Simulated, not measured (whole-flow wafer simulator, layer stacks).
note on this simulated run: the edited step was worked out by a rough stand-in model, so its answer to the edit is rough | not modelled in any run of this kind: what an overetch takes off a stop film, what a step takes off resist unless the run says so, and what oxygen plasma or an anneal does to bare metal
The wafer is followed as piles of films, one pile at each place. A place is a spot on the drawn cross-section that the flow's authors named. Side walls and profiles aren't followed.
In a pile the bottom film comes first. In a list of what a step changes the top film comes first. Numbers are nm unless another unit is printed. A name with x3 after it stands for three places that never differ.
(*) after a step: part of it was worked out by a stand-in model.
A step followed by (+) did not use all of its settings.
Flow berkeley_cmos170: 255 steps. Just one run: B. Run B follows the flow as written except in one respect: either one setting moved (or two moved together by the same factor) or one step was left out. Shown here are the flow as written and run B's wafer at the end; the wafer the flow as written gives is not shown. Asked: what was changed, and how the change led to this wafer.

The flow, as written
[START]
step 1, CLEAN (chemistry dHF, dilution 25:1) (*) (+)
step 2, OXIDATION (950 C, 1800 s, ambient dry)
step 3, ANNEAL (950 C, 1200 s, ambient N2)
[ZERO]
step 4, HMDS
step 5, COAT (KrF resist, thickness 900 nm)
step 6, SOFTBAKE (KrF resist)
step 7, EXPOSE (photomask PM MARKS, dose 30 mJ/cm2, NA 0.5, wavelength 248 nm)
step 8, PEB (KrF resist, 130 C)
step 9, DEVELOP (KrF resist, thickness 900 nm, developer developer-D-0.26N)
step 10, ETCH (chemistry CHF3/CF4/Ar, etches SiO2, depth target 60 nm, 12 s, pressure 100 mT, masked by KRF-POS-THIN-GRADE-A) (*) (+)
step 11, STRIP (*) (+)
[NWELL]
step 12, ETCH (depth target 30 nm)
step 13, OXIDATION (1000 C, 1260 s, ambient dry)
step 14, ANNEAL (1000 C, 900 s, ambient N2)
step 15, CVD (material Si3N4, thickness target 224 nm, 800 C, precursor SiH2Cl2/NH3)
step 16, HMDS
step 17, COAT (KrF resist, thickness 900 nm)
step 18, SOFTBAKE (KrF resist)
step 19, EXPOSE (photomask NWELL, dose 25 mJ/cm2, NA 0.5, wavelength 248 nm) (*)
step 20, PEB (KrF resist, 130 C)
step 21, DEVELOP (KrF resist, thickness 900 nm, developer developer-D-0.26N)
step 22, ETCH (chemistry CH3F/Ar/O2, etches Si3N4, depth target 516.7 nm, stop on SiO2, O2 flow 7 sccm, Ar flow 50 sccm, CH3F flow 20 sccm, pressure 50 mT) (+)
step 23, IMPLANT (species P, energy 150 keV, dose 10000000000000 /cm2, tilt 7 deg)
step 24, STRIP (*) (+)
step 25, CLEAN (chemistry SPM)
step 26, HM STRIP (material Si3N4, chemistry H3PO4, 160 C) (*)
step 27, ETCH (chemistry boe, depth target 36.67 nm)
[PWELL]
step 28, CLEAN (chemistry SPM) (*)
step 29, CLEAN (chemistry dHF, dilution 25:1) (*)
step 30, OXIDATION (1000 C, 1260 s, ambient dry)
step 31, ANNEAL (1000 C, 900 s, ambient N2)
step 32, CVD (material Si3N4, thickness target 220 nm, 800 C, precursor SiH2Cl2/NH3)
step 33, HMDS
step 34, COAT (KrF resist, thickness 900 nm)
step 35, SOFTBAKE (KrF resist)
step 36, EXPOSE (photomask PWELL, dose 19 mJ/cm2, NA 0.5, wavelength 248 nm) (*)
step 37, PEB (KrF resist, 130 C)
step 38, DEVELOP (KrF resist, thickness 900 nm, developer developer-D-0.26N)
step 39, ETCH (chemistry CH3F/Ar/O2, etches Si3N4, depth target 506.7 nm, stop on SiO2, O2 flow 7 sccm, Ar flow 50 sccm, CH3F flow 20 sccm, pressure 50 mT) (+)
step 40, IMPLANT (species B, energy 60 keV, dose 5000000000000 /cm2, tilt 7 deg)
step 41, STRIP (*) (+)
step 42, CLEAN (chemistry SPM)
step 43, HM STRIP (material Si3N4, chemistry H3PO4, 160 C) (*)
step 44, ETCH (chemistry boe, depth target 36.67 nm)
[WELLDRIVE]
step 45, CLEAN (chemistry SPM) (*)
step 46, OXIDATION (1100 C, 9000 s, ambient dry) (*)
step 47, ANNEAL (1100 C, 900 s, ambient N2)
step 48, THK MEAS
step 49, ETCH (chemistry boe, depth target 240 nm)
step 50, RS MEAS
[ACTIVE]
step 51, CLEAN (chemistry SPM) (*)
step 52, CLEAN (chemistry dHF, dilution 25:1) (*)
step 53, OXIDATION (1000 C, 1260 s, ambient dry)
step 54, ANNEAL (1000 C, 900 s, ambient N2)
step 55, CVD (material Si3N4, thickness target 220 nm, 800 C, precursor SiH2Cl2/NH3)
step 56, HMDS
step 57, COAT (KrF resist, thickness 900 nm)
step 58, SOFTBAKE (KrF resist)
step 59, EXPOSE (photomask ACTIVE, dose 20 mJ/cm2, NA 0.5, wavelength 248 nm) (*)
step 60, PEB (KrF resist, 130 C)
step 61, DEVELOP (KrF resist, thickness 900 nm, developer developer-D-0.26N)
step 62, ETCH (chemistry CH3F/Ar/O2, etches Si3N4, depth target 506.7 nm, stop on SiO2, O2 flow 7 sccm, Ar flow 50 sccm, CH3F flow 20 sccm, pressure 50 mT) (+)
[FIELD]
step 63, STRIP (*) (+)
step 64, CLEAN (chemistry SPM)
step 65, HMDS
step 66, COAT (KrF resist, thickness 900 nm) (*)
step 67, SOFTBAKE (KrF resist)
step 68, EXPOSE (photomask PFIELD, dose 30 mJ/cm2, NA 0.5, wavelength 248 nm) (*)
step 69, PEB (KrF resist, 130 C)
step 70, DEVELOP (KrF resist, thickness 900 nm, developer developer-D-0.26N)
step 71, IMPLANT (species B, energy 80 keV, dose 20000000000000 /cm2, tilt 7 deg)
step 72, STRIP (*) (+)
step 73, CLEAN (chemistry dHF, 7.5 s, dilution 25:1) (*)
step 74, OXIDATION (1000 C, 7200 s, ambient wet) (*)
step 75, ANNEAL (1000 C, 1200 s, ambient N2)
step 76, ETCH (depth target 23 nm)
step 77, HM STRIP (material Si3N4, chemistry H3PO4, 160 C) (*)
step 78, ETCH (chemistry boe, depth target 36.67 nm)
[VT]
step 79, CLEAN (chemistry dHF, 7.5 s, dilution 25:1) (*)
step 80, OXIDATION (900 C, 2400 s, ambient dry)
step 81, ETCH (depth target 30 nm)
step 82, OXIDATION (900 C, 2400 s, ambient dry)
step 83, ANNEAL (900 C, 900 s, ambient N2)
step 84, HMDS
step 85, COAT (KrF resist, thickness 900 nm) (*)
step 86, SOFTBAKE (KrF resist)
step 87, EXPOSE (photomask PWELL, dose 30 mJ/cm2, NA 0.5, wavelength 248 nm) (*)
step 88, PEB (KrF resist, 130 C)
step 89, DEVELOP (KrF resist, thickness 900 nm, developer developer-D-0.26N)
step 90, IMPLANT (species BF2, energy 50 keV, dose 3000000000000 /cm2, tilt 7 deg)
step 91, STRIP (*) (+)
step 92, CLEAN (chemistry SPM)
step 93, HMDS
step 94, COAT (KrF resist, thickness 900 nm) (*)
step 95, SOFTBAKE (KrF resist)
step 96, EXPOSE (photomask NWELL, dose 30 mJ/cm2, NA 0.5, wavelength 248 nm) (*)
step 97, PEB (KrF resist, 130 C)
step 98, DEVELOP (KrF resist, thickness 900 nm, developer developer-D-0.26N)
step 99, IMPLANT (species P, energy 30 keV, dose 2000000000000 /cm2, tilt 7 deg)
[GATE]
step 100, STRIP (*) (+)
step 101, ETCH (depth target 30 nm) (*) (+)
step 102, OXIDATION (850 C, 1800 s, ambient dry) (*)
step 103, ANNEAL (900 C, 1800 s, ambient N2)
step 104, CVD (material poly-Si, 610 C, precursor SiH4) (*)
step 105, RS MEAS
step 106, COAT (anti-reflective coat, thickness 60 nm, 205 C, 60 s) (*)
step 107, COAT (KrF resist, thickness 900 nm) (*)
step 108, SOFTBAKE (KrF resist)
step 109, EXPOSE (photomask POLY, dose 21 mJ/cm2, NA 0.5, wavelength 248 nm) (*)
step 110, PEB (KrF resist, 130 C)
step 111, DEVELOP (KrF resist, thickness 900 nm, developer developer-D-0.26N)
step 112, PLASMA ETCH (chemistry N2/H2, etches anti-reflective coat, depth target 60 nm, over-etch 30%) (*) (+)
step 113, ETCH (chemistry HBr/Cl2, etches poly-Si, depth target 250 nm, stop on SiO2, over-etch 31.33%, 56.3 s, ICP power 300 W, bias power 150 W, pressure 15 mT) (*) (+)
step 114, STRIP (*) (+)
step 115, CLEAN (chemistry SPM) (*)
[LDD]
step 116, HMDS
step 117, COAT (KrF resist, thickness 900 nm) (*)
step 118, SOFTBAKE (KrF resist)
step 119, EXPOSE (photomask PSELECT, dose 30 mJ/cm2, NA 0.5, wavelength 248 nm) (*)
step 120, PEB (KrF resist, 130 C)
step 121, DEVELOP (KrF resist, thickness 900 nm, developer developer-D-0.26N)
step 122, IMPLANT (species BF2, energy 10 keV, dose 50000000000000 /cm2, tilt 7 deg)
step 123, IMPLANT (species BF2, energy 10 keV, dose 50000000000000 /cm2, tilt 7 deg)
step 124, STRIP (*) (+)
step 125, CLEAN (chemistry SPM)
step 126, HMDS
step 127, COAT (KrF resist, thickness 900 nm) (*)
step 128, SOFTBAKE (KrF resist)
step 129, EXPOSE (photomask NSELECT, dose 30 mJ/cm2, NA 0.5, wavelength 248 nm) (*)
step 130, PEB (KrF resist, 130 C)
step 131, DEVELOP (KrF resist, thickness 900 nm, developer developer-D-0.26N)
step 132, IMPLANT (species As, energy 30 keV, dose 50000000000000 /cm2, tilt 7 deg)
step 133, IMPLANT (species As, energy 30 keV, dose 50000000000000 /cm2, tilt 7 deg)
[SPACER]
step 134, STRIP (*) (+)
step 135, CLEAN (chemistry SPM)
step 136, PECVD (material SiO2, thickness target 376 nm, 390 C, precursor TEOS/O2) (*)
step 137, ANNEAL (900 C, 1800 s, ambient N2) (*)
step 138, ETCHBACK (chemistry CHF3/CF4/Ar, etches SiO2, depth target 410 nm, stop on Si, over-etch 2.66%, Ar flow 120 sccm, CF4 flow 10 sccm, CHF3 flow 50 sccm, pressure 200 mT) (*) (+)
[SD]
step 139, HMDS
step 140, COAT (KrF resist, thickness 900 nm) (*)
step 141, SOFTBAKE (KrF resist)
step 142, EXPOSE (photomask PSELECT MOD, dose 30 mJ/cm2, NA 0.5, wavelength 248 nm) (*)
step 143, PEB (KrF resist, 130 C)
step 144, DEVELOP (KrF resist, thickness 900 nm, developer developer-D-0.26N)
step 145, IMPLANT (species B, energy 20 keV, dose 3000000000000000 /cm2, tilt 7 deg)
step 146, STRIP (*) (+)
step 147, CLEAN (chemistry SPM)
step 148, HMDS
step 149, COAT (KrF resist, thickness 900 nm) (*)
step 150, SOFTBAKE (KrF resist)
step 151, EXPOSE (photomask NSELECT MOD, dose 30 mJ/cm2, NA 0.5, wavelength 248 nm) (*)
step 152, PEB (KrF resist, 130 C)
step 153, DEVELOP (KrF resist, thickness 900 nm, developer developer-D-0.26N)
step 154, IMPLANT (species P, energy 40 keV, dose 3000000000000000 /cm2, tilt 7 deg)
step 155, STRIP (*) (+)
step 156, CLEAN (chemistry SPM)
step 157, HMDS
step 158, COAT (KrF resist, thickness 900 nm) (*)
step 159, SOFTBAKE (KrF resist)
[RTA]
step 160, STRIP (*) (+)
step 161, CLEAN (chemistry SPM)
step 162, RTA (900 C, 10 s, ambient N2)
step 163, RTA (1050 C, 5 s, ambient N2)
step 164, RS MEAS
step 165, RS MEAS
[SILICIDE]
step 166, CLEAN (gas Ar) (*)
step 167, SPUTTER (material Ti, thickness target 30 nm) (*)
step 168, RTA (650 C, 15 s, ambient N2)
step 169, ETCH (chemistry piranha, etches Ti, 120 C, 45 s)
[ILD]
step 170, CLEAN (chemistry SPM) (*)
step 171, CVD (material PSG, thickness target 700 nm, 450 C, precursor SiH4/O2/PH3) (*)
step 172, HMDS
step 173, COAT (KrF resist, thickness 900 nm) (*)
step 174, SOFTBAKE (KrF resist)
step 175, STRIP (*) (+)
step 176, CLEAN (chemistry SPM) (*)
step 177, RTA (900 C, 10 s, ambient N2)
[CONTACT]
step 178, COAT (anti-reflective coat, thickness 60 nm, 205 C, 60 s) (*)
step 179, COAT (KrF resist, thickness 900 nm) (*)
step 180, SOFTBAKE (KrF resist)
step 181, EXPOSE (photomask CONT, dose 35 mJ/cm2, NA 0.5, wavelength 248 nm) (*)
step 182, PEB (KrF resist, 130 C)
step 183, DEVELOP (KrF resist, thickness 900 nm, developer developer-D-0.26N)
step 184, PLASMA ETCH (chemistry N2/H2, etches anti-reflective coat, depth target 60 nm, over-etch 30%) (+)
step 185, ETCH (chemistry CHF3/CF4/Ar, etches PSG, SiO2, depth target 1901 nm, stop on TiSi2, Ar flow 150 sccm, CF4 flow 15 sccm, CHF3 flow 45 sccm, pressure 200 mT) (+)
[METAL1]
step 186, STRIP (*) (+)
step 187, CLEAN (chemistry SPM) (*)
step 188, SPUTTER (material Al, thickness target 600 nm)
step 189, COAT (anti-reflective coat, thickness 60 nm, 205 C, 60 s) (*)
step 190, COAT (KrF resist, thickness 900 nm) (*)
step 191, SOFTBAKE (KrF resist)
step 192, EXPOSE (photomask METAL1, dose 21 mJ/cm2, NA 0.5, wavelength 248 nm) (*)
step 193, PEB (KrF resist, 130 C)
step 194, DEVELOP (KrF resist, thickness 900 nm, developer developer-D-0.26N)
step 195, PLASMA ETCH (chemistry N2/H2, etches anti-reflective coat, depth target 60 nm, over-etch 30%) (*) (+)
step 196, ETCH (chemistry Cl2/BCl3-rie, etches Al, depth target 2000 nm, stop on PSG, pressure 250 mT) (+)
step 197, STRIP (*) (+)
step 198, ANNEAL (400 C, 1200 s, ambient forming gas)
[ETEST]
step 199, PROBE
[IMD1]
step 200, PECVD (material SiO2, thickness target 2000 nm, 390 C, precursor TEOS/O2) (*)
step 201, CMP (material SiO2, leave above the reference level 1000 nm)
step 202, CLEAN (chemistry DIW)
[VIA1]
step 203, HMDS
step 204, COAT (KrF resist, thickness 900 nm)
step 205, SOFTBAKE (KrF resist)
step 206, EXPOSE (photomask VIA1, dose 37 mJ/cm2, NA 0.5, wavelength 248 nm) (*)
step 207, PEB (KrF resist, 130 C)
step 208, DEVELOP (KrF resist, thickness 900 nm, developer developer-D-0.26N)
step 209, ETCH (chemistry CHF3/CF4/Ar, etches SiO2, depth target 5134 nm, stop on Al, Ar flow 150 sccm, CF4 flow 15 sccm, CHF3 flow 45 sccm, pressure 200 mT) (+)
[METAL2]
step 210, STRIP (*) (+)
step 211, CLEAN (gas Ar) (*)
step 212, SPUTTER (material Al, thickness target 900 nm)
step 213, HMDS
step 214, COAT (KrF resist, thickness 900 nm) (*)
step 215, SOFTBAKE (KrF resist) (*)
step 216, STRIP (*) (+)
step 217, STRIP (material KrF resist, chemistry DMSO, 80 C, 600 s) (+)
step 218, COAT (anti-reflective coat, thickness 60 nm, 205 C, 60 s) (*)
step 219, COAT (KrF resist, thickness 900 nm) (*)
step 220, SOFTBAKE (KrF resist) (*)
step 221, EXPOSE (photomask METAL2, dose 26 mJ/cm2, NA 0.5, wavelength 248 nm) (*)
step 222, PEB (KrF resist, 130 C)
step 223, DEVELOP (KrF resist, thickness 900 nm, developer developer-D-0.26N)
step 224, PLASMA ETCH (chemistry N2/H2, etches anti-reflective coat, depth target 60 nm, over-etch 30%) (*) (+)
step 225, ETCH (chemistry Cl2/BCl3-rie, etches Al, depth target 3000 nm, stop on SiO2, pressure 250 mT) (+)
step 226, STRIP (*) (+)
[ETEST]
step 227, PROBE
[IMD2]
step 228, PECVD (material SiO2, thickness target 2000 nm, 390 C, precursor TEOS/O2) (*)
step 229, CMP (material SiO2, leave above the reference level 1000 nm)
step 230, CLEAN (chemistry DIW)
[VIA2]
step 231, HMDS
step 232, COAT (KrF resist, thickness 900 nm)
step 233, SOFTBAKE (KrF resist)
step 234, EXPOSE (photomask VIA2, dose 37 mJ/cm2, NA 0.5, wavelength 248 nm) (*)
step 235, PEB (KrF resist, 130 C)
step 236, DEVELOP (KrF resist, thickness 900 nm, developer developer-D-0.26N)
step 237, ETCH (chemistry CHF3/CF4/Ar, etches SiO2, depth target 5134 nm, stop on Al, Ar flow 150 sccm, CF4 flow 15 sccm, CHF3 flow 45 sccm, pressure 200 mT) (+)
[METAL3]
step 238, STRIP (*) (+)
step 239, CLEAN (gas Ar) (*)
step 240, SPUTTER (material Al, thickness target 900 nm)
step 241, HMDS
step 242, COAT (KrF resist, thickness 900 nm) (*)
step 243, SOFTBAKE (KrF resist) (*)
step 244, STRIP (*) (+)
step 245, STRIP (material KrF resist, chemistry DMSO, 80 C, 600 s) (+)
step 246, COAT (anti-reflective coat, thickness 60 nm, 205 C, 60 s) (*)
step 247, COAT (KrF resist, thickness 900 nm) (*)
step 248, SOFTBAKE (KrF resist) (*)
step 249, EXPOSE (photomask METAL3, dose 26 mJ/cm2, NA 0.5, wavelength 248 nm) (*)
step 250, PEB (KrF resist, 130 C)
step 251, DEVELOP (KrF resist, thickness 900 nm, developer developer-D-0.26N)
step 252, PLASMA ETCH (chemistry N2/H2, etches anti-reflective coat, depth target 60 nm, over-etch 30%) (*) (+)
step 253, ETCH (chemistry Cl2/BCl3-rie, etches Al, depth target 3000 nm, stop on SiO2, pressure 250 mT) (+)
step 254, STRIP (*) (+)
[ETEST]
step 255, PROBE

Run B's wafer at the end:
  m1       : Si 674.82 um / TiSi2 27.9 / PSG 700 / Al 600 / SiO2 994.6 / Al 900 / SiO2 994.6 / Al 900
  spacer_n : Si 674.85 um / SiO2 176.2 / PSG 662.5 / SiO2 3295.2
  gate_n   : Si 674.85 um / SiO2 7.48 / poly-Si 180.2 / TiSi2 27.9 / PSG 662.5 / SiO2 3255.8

What caused this: step 167, SPUTTER: thickness target 15 nm was run, whereas the flow has thickness target 30 nm.

The path from the change to this, step by step:
  step 167, SPUTTER (material Ti, thickness target 30 nm) (*)
      field, sd_n, spacer_n and 9 more: Ti gains 15 (new film) (in the flow as written it would be: Ti gains 30 (new film))
  step 168, RTA (650 C, 15 s, ambient N2)
      sd_n, sd_p, contact, m1, via1, m2, via2: Ti loses 11.7, TiSi2 C49 gains 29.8 (new film), Si loses 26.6 (in the flow as written it would be: Ti loses 23.4, TiSi first gains 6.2 (new film), TiSi2 C49 gains 50.3 (new film), Si loses 49)
      gate_n, gate_p: Ti loses 11.7, TiSi2 C49 gains 29.8 (new film), poly-Si loses 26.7 (in the flow as written it would be: Ti loses 23.4, TiSi first gains 6.2 (new film), TiSi2 C49 gains 50.3 (new film), poly-Si loses 49.2)
  step 169, ETCH (chemistry piranha, etches Ti, 120 C, 45 s)
      sd_n, gate_n, sd_p and 6 more: Ti loses 3.3 (all of it), TiSi2 C49 loses 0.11 (in the flow as written it would be: Ti loses 6.6 (all of it), TiSi first loses 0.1)
      field, spacer_n, spacer_p: Ti loses 15 (all of it) (in the flow as written it would be: Ti loses 30 (all of it))
  step 177, RTA (900 C, 10 s, ambient N2)
      sd_n, sd_p, contact, m1, via1, m2, via2: under 1 film: TiSi2 gains 27.9 (new film), TiSi2 C49 loses 29.7 (all of it) (in the flow as written it would be: under 1 film: TiSi2 gains 55.9 (new film), TiSi first loses 6.09 (all of it), TiSi2 C49 loses 50.3 (all of it), Si loses 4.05)
      gate_n, gate_p: under 1 film: TiSi2 gains 27.9 (new film), TiSi2 C49 loses 29.7 (all of it) (in the flow as written it would be: under 1 film: TiSi2 gains 55.9 (new film), TiSi first loses 6.09 (all of it), TiSi2 C49 loses 50.3 (all of it), poly-Si loses 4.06)
